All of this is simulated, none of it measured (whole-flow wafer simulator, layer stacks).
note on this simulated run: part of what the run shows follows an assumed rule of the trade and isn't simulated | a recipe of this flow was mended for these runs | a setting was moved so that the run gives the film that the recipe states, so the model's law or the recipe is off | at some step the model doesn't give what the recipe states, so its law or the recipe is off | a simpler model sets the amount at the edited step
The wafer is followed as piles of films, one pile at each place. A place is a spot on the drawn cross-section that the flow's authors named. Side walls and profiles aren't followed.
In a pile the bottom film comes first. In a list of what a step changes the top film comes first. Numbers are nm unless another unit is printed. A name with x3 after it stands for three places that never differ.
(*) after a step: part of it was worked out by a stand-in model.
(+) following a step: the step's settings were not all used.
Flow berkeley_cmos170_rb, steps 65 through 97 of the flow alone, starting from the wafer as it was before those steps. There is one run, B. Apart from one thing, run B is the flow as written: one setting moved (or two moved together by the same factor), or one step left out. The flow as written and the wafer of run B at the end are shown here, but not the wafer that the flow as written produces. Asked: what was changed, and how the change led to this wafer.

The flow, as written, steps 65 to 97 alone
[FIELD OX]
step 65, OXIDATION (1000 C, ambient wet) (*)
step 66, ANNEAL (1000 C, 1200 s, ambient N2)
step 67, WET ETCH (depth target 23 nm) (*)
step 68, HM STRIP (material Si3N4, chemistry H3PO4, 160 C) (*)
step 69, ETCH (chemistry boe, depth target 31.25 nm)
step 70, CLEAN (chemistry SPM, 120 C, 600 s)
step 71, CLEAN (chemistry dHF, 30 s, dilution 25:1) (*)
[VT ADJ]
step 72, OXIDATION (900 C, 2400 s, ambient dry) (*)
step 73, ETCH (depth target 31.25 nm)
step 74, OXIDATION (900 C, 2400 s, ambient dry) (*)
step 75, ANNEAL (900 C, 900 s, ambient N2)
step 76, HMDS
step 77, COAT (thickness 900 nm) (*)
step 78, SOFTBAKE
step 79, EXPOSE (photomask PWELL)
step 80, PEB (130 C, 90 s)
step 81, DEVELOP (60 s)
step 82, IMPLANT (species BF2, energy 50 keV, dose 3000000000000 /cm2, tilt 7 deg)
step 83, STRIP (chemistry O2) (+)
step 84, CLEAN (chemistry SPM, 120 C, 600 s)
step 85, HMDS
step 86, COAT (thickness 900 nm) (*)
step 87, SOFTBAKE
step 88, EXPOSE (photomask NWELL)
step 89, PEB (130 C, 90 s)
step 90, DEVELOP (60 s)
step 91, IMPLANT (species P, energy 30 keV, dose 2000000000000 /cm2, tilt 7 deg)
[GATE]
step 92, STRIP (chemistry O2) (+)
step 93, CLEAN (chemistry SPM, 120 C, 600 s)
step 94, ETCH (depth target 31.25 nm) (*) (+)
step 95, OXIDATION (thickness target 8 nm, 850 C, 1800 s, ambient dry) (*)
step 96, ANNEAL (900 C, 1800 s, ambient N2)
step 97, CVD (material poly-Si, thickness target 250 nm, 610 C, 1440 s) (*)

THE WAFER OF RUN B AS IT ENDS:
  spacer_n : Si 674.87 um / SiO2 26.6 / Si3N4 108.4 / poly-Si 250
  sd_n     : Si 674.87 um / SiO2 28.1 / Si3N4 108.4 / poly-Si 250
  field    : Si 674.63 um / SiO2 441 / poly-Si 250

What caused this: step 68, HM STRIP: 128 C was run, though the flow has 160 C.

The path from the change to this, step by step:
  step 68, HM STRIP (material Si3N4, chemistry H3PO4, 160 C) (*)
      sd_n, spacer_n, gate, sd_p, spacer_p, gate_p, contact, m1: Si3N4 loses 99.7 (as written it would have been: Si3N4 loses 212.2 (all of it), SiO2 loses 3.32)
      field: SiO2 loses 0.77 (as written it would have been: SiO2 loses 9.95)
  step 69, ETCH (chemistry boe, depth target 31.25 nm)
      spacer_n, spacer_p, gate_p, contact, m1: Si3N4 loses 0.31 (as written it would have been: SiO2 loses 23.2 (all of it))
      gate, sd_p: Si3N4 loses 0.31 (as written it would have been: SiO2 loses 23.3 (all of it))
      (and at 1 other place as well)
  step 70, CLEAN (chemistry SPM, 120 C, 600 s)
      sd_n, spacer_n, gate, sd_p, spacer_p, gate_p, contact, m1: nothing (as written it would have been: chemical SiO2 gains 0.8 (new film), Si loses 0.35)
  step 71, CLEAN (chemistry dHF, 30 s, dilution 25:1) (*)
      sd_n, spacer_n, gate, sd_p, spacer_p, gate_p, contact, m1: Si3N4 loses 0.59 (as written it would have been: chemical SiO2 loses 0.8 (all of it))
  step 72, OXIDATION (900 C, 2400 s, ambient dry) (*)
      sd_n, spacer_n, gate, sd_p, spacer_p, gate_p, contact, m1: nothing (as written it would have been: SiO2 gains 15 (new film), Si loses 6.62)
  step 73, ETCH (depth target 31.25 nm)
      sd_n, spacer_n, gate, sd_p, spacer_p, gate_p, contact, m1: Si3N4 loses 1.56 (as written it would have been: SiO2 loses 15 (all of it))
  step 74, OXIDATION (900 C, 2400 s, ambient dry) (*)
      sd_n, spacer_n, gate, sd_p, spacer_p, gate_p, contact, m1: nothing (as written it would have been: SiO2 gains 15 (new film), Si loses 6.62)
  step 77, COAT (thickness 900 nm) (*)
      field: KrF-resist gains 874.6 (new film) (as written it would have been: KrF-resist gains 841.8 (new film))
      sd_n: KrF-resist gains 948 (new film) (as written it would have been: KrF-resist gains 1014.8 (new film))
      (and at 7 other places as well)
  step 81, DEVELOP (60 s)
      spacer_n, gate: KrF-resist loses 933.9 (all of it) (as written it would have been: KrF-resist loses 976.9 (all of it))
      field: KrF-resist loses 872.6 (all of it) (as written it would have been: KrF-resist loses 839.9 (all of it))
      (and at 3 other places as well)
  step 83, STRIP (chemistry O2) (+)
      sd_p: KrF-resist loses 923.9 (all of it) (as written it would have been: KrF-resist loses 977.3 (all of it))
      spacer_p: KrF-resist loses 917 (all of it) (as written it would have been: KrF-resist loses 958.6 (all of it))
      (and at 1 other place as well)
  step 86, COAT (thickness 900 nm) (*)
      field: KrF-resist gains 874.6 (new film) (as written it would have been: KrF-resist gains 841.8 (new film))
      sd_n: KrF-resist gains 948 (new film) (as written it would have been: KrF-resist gains 1014.8 (new film))
      (and at 7 other places as well)
  step 90, DEVELOP (60 s)
      sd_p: KrF-resist loses 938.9 (all of it) (as written it would have been: KrF-resist loses 992.2 (all of it))
      spacer_p: KrF-resist loses 931.9 (all of it) (as written it would have been: KrF-resist loses 973.6 (all of it))
      (and at 1 other place as well)
  step 92, STRIP (chemistry O2) (+)
      field: KrF-resist loses 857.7 (all of it) (as written it would have been: KrF-resist loses 825 (all of it))
      sd_n: KrF-resist loses 930.9 (all of it) (as written it would have been: KrF-resist loses 997.5 (all of it))
      (and at 4 other places as well)
  step 94, ETCH (depth target 31.25 nm) (*) (+)
      sd_n, spacer_n, gate, sd_p, spacer_p, gate_p, contact, m1: Si3N4 loses 1.56 (as written it would have been: SiO2 loses 15 (all of it))
  step 95, OXIDATION (thickness target 8 nm, 850 C, 1800 s, ambient dry) (*)
      sd_n, spacer_n, gate, sd_p, spacer_p, gate_p, contact, m1: nothing (as written it would have been: SiO2 gains 7.53 (new film), Si loses 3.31)
